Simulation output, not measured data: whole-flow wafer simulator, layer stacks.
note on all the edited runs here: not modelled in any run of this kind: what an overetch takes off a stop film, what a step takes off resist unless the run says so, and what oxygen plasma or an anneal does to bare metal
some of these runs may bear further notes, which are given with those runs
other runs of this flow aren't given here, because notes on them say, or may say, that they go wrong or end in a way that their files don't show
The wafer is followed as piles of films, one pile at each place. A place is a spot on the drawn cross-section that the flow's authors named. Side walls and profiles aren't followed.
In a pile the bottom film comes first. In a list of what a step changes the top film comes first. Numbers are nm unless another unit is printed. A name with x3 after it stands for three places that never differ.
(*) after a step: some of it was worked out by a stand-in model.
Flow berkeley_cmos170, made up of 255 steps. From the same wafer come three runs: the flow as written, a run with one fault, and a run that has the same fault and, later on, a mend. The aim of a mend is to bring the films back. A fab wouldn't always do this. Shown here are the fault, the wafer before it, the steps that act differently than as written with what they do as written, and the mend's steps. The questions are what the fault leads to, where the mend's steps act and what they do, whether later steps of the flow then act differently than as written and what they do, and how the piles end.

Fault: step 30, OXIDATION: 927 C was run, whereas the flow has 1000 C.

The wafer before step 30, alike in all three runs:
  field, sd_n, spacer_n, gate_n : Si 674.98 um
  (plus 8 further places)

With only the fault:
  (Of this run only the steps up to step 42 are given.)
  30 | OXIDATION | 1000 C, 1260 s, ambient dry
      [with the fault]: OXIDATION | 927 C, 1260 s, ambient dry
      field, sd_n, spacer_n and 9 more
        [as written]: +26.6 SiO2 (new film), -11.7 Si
        [with the fault]: +12.8 SiO2 (new film), -5.65 Si
  None of the later steps of the flow up to step 42 acts differently than as written at any place that is followed.
  The piles after step 42 differ from the flow's at field, sd_n, spacer_n and 9 more by more than 2% or 0.5 nm, whichever is larger.
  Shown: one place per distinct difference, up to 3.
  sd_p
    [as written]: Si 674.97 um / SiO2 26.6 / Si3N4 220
    [with the fault]: Si 674.97 um / SiO2 12.8 / Si3N4 220
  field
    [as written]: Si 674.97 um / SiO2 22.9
    [with the fault]: Si 674.97 um / SiO2 9.17

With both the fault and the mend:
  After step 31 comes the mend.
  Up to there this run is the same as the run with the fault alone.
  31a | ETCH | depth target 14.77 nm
      field, sd_n, spacer_n and 9 more
        -12.8 SiO2 (all of it)
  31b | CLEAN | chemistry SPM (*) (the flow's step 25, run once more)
      field, sd_n, spacer_n and 9 more
        +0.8 chemical SiO2 (new film), -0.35 Si
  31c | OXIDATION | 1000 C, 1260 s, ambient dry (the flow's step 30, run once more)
      field, sd_n, spacer_n and 9 more
        +26.7 SiO2 (new film), -0.8 chemical SiO2 (all of it), -11.4 Si
  None of the later steps of the flow differs from how it acts as written, at any place that is followed, by more than 2% or 0.5 nm, whichever is larger.
  When the end is reached, the piles differ only a little from the flow's at the places that both follow, at most by 2% or 0.5 nm, whichever is larger.
